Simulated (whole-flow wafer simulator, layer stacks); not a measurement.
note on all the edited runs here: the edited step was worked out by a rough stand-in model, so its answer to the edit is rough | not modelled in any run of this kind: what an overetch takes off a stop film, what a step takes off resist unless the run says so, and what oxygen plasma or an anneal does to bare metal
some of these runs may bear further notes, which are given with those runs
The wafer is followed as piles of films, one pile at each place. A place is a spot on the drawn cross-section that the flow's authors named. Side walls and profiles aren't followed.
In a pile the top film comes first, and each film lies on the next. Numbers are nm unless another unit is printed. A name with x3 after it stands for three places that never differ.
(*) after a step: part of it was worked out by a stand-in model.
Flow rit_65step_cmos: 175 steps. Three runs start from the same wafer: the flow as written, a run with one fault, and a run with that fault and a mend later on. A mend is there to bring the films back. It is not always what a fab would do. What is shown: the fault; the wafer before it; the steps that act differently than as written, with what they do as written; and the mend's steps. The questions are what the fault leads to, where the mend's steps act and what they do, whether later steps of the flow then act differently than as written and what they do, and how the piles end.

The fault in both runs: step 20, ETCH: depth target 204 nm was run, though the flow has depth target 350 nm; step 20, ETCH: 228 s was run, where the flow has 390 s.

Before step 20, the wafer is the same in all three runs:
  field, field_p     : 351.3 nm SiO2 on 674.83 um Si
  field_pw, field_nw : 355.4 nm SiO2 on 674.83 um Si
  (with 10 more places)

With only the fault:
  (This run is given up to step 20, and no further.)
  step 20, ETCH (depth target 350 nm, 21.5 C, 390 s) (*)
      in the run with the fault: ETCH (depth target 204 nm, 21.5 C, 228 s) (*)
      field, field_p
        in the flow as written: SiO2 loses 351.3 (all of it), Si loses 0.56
        in the run with the fault: SiO2 loses 222.7
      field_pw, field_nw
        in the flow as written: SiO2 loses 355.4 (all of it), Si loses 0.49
        in the run with the fault: SiO2 loses 222.7
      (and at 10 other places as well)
  After step 20, at field, field_pw, field_nw, field_p, the piles differ from the flow's by more than 2% or 0.5 nm, whichever is larger.
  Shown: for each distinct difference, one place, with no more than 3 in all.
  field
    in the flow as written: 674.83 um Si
    in the run with the fault: 128.6 nm SiO2 on 674.83 um Si
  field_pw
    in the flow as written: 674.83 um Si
    in the run with the fault: 132.7 nm SiO2 on 674.83 um Si

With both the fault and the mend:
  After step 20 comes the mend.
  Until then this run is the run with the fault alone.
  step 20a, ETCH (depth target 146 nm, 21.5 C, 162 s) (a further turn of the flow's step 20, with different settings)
      field, field_p
        SiO2 loses 128.6 (all of it)
      field_pw, field_nw
        SiO2 loses 132.7 (all of it)
  Later steps of the flow that are run all act as written at every place that is followed, up to a difference of at most 2% or 0.5 nm, whichever is larger.
  When the end is reached, the piles differ only a little from the flow's at the places that both follow, at most by 2% or 0.5 nm, whichever is larger.
